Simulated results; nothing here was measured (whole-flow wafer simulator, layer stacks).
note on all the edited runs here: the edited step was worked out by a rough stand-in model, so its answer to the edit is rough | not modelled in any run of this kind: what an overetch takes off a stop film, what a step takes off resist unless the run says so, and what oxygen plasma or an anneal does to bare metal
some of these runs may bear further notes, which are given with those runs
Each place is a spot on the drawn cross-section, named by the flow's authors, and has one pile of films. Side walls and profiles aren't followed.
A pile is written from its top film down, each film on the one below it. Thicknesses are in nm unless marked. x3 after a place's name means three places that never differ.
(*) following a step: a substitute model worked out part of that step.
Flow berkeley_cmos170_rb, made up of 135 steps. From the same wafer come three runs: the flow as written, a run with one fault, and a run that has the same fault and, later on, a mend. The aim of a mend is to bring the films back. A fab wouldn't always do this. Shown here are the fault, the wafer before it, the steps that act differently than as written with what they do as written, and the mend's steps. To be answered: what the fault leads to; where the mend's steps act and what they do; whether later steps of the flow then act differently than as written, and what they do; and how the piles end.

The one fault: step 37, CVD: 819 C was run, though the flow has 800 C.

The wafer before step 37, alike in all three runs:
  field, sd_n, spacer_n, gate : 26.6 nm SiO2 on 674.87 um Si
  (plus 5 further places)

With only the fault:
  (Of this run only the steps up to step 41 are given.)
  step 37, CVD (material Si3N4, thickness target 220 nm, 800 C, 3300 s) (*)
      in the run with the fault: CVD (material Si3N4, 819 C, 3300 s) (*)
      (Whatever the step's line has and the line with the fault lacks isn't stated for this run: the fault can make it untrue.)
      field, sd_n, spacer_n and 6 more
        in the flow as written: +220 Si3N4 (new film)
        in the run with the fault: +278.2 Si3N4 (new film)
  Every later step of the flow up to step 41 that is run acts as written at every place that is followed.
  After step 41, at field, sd_n, spacer_n and 6 more, the piles differ from the flow's by more than 2% or 0.5 nm, whichever is larger.
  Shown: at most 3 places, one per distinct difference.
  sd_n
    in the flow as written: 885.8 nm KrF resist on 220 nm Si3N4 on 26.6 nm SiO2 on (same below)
    in the run with the fault: 885.8 nm KrF resist on 278.2 nm Si3N4 on 26.6 nm SiO2 on (same below)
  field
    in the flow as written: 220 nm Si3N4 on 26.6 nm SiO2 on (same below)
    in the run with the fault: 278.2 nm Si3N4 on 26.6 nm SiO2 on (same below)

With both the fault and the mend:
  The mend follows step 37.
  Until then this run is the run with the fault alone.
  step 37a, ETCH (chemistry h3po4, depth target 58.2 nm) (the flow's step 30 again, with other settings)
      field, sd_n, spacer_n and 6 more
        -58.2 Si3N4
  Every later step of the flow that is run acts as written at every place that is followed.
  The piles end the same as the flow's at every place that both follow.
